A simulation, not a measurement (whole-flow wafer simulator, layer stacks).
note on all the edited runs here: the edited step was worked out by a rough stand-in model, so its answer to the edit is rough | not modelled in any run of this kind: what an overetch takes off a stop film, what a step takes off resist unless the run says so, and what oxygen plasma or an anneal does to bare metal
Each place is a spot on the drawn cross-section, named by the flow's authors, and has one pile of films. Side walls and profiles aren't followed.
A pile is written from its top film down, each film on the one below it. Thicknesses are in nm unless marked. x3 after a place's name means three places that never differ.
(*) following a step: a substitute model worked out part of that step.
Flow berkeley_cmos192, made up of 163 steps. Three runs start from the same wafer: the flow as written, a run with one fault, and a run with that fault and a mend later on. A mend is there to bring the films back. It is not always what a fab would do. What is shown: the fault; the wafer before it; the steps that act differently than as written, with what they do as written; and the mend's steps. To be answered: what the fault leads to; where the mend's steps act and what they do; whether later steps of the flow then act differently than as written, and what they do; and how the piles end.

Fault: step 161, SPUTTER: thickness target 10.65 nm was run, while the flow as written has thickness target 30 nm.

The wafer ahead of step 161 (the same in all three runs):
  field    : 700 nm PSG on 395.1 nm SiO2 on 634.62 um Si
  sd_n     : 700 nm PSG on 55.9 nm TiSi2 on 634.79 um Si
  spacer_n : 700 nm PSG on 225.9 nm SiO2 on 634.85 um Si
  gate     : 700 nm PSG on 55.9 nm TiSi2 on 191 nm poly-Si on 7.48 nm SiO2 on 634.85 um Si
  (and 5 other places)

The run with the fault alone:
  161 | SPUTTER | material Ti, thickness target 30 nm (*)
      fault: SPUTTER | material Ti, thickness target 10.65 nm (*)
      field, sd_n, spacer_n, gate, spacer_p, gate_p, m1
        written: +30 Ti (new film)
        fault: +10.7 Ti (new film)
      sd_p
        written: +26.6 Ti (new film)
        fault: +9.45 Ti (new film)
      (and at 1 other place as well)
  Every later step of the flow that is run acts as written, at every place that is followed, to within 2% or 0.5 nm, whichever is larger.
  At field, sd_n, spacer_n and 6 more, the piles at the end differ from the flow's by more than 2% or 0.5 nm, whichever is larger.
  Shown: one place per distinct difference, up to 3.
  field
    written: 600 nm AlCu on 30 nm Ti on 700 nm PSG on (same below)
    fault: 600 nm AlCu on 10.7 nm Ti on 700 nm PSG on (same below)
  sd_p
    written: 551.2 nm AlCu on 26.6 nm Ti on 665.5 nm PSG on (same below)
    fault: 552.2 nm AlCu on 9.45 nm Ti on 665.5 nm PSG on (same below)
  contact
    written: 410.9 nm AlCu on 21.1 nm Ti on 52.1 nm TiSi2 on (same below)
    fault: 414 nm AlCu on 7.49 nm Ti on 52.1 nm TiSi2 on (same below)

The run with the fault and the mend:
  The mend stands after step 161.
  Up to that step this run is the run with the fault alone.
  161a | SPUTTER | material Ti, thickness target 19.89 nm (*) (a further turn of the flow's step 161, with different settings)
      field, sd_n, spacer_n, gate, spacer_p, gate_p, m1
        +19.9 Ti
      sd_p
        +17.6 Ti
      contact
        +13.9 Ti
  Every later step of the flow that is run acts as written, at every place that is followed, to within 2% or 0.5 nm, whichever is larger.
  At the end the piles are close to the flow's at the places that both follow, differing by at most 2% or 0.5 nm, whichever is larger.
